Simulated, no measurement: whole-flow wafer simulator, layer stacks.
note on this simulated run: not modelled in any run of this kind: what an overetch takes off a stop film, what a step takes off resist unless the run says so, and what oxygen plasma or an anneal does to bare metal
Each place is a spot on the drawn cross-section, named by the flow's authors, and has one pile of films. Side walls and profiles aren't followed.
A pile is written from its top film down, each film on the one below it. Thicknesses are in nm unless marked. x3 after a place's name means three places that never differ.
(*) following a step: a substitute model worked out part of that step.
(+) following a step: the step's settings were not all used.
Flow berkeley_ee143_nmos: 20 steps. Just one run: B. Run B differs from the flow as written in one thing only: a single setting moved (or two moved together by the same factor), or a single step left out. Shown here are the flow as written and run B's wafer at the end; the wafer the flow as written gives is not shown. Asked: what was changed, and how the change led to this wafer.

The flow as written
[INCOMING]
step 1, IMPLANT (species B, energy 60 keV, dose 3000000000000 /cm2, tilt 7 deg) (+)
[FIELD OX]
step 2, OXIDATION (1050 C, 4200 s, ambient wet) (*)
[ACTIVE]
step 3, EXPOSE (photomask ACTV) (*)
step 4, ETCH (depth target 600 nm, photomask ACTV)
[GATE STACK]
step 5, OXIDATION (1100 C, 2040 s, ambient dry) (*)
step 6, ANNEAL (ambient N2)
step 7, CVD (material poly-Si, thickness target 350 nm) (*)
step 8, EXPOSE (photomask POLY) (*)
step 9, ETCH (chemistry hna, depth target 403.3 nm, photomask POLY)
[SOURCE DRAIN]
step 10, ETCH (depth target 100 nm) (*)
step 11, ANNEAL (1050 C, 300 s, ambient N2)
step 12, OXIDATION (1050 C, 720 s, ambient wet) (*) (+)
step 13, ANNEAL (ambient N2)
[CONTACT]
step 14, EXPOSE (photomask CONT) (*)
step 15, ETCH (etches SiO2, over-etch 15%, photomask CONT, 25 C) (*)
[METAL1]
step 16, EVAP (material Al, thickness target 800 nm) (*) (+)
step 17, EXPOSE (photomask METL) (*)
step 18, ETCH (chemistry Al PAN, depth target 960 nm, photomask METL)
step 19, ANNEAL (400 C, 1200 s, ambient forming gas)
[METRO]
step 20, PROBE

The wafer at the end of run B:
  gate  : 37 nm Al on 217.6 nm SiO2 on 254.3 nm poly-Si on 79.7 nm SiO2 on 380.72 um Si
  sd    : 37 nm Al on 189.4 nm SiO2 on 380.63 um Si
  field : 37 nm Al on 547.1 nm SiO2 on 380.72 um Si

What caused this: step 18, ETCH: depth target 763 nm was run, while the flow as written has depth target 960 nm.

The path from the change to this, step by step:
  step 18, ETCH (chemistry Al PAN, depth target 960 nm, photomask METL)
      gate, sd, field: Al loses 763 (as written it would have been: Al loses 800 (all of it))
Taking metal films that touch as one body, gate has 1 body; the flow as written gives 0 bodies.
Taking metal films that touch as one body, sd has 1 body; the flow as written gives 0 bodies.
Taking metal films that touch as one body, field has 1 body; the flow as written gives 0 bodies.
